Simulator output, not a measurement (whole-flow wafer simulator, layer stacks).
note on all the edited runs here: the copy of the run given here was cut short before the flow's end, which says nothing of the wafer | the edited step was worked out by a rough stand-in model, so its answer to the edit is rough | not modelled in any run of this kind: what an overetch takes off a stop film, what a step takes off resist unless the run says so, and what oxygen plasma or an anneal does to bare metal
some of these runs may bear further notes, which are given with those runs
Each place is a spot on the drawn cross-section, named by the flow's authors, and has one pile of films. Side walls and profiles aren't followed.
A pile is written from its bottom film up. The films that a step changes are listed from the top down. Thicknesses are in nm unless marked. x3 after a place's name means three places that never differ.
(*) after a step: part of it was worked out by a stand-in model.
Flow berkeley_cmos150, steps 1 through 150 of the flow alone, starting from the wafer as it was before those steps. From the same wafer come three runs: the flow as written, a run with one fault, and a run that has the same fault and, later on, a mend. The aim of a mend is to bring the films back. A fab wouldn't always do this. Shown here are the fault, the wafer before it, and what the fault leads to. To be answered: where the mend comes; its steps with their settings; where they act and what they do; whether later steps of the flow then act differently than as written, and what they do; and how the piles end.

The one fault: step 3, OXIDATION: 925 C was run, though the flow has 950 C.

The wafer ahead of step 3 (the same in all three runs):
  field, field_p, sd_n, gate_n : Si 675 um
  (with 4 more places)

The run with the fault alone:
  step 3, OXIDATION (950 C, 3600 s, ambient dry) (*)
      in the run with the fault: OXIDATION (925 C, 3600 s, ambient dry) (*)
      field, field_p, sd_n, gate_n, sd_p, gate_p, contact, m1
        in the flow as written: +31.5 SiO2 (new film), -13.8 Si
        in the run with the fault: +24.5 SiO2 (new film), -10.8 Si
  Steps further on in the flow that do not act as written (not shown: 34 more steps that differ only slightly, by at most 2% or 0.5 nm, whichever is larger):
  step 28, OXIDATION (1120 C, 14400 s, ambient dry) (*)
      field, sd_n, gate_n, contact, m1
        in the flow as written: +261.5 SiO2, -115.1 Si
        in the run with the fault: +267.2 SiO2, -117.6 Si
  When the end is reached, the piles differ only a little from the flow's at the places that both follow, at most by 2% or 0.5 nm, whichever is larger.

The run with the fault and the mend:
  The mend follows step 4.
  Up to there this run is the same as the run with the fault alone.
  step 4a, OXIDATION (950 C, 1056 s, ambient dry) (*) (the flow's step 3, run once more with other settings)
      field, field_p, sd_n, gate_n, sd_p, gate_p, contact, m1
        +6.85 SiO2, -3.01 Si
  Later steps of the flow that are run all act as written at every place that is followed, up to a difference of at most 2% or 0.5 nm, whichever is larger.
  At every place that both follow, the piles at the end match the flow's.
